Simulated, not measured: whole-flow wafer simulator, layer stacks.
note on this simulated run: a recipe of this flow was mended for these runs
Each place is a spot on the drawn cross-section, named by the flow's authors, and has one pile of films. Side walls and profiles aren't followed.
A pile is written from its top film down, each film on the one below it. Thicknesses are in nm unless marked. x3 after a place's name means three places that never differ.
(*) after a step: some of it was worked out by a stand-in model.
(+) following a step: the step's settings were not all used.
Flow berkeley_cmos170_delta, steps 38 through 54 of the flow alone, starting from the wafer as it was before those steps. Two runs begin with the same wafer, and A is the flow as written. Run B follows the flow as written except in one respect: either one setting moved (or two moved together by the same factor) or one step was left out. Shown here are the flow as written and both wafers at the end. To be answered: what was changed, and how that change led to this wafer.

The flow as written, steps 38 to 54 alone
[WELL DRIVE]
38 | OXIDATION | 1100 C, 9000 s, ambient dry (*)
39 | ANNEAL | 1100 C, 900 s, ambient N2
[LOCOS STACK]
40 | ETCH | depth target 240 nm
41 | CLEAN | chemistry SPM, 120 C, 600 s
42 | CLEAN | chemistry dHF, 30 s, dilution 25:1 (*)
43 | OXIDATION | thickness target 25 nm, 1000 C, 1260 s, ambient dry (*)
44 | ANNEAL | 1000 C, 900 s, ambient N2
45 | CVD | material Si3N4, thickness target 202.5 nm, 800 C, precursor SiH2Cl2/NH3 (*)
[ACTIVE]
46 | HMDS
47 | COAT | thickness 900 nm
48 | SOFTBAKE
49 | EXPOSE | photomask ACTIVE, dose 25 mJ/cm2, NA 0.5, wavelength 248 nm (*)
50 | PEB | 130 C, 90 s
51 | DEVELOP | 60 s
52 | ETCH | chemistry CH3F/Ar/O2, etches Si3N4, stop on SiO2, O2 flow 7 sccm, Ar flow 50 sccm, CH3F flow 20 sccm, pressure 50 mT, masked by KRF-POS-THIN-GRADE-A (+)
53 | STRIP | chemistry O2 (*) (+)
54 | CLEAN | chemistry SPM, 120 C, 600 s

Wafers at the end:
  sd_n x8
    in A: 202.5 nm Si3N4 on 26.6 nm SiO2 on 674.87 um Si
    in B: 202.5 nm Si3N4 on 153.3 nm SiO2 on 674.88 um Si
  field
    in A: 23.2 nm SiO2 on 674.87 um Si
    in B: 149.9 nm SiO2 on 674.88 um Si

The reason: step 40, ETCH: depth target 48 nm was run, while the flow as written has depth target 240 nm.

How this came from the change, step by step:
  40 | ETCH | depth target 240 nm
      field, sd_n x8: A SiO2 loses 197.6 (all of it) | B SiO2 loses 48
  41 | CLEAN | chemistry SPM, 120 C, 600 s
      field, sd_n x8: A chemical SiO2 gains 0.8 (new film), Si loses 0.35 | B nothing
  42 | CLEAN | chemistry dHF, 30 s, dilution 25:1 (*)
      field, sd_n x8: A chemical SiO2 loses 0.8 (all of it) | B SiO2 loses 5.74
  43 | OXIDATION | thickness target 25 nm, 1000 C, 1260 s, ambient dry (*)
      field, sd_n x8: A SiO2 gains 26.6 (new film), Si loses 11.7 | B SiO2 gains 9.4, Si loses 4.14
